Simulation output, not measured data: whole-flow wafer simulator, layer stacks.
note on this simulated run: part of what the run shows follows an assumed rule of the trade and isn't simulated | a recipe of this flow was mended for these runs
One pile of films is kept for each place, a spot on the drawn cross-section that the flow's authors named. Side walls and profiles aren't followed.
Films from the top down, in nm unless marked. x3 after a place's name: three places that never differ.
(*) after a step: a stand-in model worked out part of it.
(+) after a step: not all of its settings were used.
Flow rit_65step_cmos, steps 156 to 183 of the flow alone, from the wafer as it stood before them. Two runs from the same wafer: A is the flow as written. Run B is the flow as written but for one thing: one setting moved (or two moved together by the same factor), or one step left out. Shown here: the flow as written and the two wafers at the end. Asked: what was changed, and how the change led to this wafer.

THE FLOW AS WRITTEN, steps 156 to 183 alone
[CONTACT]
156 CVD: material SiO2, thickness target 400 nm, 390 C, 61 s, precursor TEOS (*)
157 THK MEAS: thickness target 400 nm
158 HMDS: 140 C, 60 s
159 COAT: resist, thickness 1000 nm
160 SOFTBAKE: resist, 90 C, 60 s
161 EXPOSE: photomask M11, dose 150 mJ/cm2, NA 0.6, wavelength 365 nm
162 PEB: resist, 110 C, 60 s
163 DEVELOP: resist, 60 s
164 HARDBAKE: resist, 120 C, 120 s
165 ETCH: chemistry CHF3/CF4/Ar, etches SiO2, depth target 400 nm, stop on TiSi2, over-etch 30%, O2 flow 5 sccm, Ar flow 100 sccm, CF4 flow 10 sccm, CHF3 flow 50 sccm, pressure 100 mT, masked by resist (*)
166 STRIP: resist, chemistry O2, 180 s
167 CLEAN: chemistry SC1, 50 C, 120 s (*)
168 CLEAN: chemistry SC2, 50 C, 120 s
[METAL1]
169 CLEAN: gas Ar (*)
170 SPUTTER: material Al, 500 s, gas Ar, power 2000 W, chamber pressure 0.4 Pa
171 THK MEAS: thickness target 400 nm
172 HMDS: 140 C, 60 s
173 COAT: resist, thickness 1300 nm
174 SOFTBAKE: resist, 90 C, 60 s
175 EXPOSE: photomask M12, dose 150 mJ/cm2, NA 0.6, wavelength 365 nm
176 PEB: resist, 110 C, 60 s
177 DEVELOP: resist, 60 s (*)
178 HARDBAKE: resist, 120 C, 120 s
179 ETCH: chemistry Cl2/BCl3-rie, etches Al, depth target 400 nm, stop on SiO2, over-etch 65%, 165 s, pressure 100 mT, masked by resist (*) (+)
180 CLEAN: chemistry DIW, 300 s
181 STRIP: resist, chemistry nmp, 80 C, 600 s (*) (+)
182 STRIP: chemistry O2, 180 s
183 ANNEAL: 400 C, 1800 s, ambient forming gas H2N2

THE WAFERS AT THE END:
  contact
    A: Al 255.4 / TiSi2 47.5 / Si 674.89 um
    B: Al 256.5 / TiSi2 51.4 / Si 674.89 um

The cause: step 165, ETCH: depth target 340.8 nm was run, where the flow has depth target 400 nm.

How the change led to this, step by step:
  165 ETCH: chemistry CHF3/CF4/Ar, etches SiO2, depth target 400 nm, stop on TiSi2, over-etch 30%, O2 flow 5 sccm, Ar flow 100 sccm, CF4 flow 10 sccm, CHF3 flow 50 sccm, pressure 100 mT, masked by resist (*)
      field, field_pw, field_nw and 10 more: A resist -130 | B resist -110.8
      contact: A SiO2 -400 (all of it), TiSi2 -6 | B SiO2 -400 (all of it), TiSi2 -2.15
  166 STRIP: resist, chemistry O2, 180 s
      active_n, active_p: A resist -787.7 (all of it) | B resist -807 (all of it)
      field: A resist -847 (all of it) | B resist -866.3 (all of it)
      (and at 10 more places)
